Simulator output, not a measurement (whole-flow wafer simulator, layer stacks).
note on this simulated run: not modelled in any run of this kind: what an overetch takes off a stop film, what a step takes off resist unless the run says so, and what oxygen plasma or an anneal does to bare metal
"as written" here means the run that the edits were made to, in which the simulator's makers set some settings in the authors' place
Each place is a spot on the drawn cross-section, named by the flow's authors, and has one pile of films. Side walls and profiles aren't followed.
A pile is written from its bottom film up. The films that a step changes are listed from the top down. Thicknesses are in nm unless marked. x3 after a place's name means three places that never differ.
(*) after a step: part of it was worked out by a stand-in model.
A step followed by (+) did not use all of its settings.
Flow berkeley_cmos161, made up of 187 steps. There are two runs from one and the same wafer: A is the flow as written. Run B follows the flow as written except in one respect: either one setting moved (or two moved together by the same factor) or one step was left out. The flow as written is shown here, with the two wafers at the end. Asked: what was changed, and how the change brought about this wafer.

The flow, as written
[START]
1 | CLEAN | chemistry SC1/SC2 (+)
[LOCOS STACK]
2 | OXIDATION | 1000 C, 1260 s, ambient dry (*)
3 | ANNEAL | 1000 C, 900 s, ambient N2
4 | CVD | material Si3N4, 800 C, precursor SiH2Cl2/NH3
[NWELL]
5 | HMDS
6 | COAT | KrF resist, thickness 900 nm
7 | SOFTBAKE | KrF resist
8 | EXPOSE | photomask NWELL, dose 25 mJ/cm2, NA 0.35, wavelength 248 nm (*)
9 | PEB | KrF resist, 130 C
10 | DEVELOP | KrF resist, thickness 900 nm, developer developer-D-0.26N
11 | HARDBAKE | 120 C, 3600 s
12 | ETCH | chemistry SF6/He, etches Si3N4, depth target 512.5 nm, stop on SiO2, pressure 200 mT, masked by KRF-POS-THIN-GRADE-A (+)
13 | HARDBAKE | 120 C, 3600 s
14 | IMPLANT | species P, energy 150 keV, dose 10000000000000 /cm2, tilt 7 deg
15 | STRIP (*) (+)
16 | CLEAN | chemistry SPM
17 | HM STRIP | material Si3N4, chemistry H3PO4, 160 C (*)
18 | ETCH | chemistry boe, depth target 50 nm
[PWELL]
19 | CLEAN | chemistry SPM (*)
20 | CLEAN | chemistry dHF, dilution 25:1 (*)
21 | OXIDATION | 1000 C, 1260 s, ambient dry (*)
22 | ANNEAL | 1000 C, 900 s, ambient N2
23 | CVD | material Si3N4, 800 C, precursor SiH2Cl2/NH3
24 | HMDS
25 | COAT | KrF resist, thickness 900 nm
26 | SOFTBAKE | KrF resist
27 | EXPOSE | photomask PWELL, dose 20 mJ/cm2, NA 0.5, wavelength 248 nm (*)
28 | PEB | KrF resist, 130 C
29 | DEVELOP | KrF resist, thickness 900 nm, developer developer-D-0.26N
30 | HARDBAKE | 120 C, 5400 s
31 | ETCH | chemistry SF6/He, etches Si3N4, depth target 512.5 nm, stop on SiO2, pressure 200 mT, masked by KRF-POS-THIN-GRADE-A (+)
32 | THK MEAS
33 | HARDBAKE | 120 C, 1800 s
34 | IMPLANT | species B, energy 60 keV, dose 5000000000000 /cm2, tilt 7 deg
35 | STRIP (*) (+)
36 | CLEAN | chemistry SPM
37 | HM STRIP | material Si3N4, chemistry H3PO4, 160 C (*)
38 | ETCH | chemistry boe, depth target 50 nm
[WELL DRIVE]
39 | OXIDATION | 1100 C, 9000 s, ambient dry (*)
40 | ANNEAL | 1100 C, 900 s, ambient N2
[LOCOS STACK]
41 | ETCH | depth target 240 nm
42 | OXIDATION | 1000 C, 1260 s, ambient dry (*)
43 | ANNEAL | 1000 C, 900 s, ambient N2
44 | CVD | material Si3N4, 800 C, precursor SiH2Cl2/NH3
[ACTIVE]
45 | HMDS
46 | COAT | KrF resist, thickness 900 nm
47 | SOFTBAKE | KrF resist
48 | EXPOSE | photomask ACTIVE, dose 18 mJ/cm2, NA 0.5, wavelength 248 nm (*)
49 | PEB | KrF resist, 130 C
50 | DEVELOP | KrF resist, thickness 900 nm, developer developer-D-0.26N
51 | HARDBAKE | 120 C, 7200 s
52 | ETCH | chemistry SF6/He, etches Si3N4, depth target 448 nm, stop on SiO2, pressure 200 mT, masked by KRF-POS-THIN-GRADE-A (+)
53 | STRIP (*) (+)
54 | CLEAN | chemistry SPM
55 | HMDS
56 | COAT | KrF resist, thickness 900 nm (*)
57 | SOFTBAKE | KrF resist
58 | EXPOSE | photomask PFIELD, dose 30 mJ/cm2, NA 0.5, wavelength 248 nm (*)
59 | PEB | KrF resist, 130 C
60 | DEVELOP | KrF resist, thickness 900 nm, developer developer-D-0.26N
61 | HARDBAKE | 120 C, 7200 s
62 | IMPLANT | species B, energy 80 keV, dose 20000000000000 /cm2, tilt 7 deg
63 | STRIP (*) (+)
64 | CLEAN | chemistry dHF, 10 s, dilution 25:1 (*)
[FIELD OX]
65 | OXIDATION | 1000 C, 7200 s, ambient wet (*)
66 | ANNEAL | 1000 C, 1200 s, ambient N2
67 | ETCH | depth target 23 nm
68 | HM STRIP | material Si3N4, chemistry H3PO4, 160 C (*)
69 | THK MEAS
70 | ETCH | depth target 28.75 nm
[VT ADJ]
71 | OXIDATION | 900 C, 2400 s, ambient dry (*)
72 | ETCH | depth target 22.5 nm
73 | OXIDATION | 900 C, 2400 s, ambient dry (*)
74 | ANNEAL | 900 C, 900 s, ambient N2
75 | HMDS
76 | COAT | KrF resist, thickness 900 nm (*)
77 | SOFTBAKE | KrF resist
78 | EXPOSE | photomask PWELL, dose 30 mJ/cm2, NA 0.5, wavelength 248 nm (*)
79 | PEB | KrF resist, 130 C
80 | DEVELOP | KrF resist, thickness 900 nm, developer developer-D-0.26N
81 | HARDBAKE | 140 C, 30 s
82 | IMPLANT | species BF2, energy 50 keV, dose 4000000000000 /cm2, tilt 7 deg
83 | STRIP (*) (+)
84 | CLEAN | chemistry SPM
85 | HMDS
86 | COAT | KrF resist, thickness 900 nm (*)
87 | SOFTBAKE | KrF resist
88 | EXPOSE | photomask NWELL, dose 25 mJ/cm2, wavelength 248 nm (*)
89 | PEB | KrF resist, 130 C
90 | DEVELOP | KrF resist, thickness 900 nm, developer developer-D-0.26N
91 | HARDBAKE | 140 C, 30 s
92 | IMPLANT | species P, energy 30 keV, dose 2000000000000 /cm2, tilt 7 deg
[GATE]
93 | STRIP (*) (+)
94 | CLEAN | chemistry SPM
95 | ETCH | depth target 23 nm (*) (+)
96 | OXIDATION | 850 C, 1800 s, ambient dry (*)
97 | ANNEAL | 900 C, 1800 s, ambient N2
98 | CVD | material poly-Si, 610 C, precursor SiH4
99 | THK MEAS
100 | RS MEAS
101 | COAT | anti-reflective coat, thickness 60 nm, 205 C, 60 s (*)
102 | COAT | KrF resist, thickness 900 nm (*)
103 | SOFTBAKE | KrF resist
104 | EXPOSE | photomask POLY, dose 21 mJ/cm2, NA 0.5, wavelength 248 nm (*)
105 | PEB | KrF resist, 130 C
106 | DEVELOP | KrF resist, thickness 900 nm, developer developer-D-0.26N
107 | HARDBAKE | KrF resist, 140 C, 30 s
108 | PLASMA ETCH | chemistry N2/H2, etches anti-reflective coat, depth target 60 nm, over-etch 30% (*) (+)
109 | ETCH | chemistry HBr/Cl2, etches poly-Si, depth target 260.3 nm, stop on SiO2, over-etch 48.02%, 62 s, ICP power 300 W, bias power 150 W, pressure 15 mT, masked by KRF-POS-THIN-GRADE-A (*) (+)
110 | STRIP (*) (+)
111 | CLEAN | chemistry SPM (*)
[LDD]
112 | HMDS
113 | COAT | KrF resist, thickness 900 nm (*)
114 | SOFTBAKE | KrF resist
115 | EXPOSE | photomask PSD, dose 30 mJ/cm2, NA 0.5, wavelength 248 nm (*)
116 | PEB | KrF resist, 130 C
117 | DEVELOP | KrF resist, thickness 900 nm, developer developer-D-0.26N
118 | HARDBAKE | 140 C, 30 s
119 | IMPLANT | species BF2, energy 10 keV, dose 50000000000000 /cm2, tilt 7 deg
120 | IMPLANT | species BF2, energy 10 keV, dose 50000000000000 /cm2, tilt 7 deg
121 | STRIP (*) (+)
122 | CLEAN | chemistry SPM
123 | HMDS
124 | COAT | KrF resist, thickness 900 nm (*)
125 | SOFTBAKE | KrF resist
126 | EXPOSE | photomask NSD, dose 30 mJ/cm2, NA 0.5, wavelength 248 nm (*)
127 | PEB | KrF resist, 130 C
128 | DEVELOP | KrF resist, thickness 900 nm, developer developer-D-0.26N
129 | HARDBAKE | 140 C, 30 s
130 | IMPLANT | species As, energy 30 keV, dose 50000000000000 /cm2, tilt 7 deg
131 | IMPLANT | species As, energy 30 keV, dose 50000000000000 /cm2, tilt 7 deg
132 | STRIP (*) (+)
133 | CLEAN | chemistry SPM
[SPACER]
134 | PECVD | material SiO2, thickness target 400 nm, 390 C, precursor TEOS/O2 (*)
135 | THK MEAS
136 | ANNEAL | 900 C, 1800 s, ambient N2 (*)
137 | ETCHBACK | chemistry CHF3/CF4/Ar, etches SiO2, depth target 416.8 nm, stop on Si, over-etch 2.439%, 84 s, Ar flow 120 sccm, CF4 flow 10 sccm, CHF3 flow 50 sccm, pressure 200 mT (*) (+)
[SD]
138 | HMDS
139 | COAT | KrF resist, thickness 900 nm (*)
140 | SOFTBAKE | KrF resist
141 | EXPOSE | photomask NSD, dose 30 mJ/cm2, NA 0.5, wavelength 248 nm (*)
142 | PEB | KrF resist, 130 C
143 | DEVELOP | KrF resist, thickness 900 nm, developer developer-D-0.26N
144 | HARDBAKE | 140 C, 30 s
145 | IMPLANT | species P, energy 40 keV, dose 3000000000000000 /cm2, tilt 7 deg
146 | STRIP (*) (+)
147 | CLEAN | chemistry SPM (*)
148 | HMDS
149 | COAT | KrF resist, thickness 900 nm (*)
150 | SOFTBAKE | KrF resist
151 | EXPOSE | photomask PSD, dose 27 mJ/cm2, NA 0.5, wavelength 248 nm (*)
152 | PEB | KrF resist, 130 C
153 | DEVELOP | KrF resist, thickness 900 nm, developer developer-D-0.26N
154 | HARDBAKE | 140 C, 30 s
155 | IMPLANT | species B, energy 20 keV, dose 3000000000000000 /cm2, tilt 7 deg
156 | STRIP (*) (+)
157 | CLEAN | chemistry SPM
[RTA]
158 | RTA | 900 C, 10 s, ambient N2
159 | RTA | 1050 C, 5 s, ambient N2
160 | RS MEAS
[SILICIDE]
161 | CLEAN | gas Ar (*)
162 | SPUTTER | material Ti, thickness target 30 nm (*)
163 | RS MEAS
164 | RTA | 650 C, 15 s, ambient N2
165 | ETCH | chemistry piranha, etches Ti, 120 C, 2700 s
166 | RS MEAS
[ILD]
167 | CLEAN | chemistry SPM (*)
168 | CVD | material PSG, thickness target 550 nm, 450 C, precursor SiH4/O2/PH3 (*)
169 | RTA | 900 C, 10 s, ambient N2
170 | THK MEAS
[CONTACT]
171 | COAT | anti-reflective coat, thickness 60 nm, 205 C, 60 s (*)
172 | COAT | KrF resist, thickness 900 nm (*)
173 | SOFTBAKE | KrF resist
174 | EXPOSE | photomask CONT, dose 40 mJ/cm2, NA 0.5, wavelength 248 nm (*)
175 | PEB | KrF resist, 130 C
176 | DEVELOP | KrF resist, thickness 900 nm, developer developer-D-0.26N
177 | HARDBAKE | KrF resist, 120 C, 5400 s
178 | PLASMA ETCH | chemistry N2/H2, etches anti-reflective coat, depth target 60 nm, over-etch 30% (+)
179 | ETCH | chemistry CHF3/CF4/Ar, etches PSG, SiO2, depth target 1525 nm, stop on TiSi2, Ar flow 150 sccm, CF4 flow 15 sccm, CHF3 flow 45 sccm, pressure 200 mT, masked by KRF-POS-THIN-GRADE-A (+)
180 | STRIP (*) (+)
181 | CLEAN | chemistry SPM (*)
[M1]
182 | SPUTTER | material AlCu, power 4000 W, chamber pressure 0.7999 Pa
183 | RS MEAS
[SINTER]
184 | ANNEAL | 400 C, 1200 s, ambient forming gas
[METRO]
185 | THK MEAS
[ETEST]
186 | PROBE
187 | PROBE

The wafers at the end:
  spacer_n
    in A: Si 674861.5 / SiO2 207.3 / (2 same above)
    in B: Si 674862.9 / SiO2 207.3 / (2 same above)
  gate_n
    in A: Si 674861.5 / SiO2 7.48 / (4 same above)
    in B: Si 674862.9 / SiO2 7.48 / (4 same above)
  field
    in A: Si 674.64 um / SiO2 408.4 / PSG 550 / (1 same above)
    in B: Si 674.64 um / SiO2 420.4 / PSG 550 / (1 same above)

What caused this: step 72, ETCH: depth target 10.49 nm was run, while the flow as written has depth target 22.5 nm.

The path from the change to this, step by step:
  72 | ETCH | depth target 22.5 nm
      sd_n, spacer_n, gate_n, sd_p, spacer_p, gate_p, contact, m1: A -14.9 SiO2 (all of it) | B -10.5 SiO2
      field: A -22.5 SiO2 | B -10.5 SiO2
  73 | OXIDATION | 900 C, 2400 s, ambient dry (*)
      sd_n, spacer_n, gate_n, sd_p, spacer_p, gate_p, contact, m1: A +14.9 SiO2 (new film), -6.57 Si | B +11.6 SiO2, -5.11 Si
  95 | ETCH | depth target 23 nm (*) (+)
      sd_n, spacer_n, gate_n, sd_p, spacer_p, gate_p, contact, m1: A -14.9 SiO2 (all of it) | B -16.1 SiO2 (all of it)
  101 | COAT | anti-reflective coat, thickness 60 nm, 205 C, 60 s (*)
      sd_n: A +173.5 anti-reflective coat (new film) | B +182 anti-reflective coat (new film)
      spacer_n: A +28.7 anti-reflective coat (new film) | B +26.8 anti-reflective coat (new film)
      (and at 4 other places as well)
  108 | PLASMA ETCH | chemistry N2/H2, etches anti-reflective coat, depth target 60 nm, over-etch 30% (*) (+)
      sd_n: A -173.5 anti-reflective coat (all of it), -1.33 poly-Si | B -182 anti-reflective coat (all of it), -1.4 poly-Si
      spacer_n: A -28.7 anti-reflective coat (all of it), -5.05 poly-Si | B -26.8 anti-reflective coat (all of it), -5.38 poly-Si
      (and at 2 other places as well)
  110 | STRIP (*) (+)
      gate_n: A +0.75 chemical SiO2 (new film), -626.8 KrF resist (all of it), -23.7 anti-reflective coat (all of it), -0.33 poly-Si | B +0.75 chemical SiO2 (new film), -633.8 KrF resist (all of it), -21.8 anti-reflective coat (all of it), -0.33 poly-Si
      gate_p: A +0.75 chemical SiO2 (new film), -598.2 KrF resist (all of it), -27.9 anti-reflective coat (all of it), -0.33 poly-Si | B +0.75 chemical SiO2 (new film), -602.3 KrF resist (all of it), -26.9 anti-reflective coat (all of it), -0.33 poly-Si
  171 | COAT | anti-reflective coat, thickness 60 nm, 205 C, 60 s (*)
      sd_n: A +149.7 anti-reflective coat (new film) | B +158.4 anti-reflective coat (new film)
      m1: A +97.8 anti-reflective coat (new film) | B +100.6 anti-reflective coat (new film)
  180 | STRIP (*) (+)
      sd_n: A -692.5 KrF resist (all of it), -149.7 anti-reflective coat (all of it) | B -690.6 KrF resist (all of it), -158.4 anti-reflective coat (all of it)
      m1: A -739.9 KrF resist (all of it), -97.8 anti-reflective coat (all of it) | B -743.6 KrF resist (all of it), -100.6 anti-reflective coat (all of it)
